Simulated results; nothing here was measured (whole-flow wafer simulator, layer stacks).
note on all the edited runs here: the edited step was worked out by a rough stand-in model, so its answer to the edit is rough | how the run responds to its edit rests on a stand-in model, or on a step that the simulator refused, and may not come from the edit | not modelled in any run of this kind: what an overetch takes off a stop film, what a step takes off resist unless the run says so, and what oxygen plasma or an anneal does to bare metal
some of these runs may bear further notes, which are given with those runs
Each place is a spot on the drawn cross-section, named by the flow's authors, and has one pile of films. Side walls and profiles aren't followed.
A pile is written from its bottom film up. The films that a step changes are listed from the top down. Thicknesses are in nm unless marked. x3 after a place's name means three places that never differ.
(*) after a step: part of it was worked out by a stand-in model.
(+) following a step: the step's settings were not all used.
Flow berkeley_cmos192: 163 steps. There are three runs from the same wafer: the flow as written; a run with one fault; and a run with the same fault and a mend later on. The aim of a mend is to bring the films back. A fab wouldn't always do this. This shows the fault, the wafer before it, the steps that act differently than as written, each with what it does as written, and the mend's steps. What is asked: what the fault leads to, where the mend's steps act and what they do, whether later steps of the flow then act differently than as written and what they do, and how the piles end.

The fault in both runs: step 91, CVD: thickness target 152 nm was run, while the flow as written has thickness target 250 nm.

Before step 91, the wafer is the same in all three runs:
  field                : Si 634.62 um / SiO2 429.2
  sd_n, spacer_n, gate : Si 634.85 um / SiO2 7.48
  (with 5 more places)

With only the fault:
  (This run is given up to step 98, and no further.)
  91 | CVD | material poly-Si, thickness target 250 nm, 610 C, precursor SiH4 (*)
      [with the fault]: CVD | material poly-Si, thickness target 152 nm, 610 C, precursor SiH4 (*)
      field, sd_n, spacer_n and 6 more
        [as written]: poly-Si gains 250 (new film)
        [with the fault]: poly-Si gains 152 (new film)
  Steps further on in the flow that do not act as written (not shown: 2 more steps that differ only slightly, by at most 2% or 0.5 nm, whichever is larger):
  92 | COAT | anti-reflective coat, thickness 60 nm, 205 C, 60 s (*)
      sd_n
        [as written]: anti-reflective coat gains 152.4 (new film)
        [with the fault]: anti-reflective coat gains 149.1 (new film)
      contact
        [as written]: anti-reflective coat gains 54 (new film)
        [with the fault]: anti-reflective coat gains 52.4 (new film)
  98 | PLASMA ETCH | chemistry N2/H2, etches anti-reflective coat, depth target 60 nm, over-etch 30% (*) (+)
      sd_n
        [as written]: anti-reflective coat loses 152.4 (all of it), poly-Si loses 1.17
        [with the fault]: anti-reflective coat loses 149.1 (all of it), poly-Si loses 1.15
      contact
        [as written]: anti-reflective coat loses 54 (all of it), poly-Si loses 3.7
        [with the fault]: anti-reflective coat loses 52.4 (all of it), poly-Si loses 3.63
  The piles after step 98 differ from the flow's at field, sd_n, spacer_n and 6 more by more than 2% or 0.5 nm, whichever is larger.
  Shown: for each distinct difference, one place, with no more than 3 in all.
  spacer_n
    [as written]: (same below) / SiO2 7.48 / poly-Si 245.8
    [with the fault]: (same below) / SiO2 7.48 / poly-Si 147.9
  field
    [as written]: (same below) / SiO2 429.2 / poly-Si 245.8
    [with the fault]: (same below) / SiO2 429.2 / poly-Si 147.9
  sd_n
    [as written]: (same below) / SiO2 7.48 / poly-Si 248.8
    [with the fault]: (same below) / SiO2 7.48 / poly-Si 150.9

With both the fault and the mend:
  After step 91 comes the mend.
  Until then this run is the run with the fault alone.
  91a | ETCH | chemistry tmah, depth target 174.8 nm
      field, sd_n, spacer_n and 6 more
        poly-Si loses 152 (all of it)
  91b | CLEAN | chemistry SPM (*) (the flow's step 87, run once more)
      alters no film at any place that is followed
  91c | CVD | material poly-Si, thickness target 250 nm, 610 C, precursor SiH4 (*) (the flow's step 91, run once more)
      field, sd_n, spacer_n and 6 more
        poly-Si gains 250 (new film)
  Every later step of the flow that is run acts as written, at every place that is followed, to within 2% or 0.5 nm, whichever is larger.
  At every place that both follow, the piles at the end match the flow's.
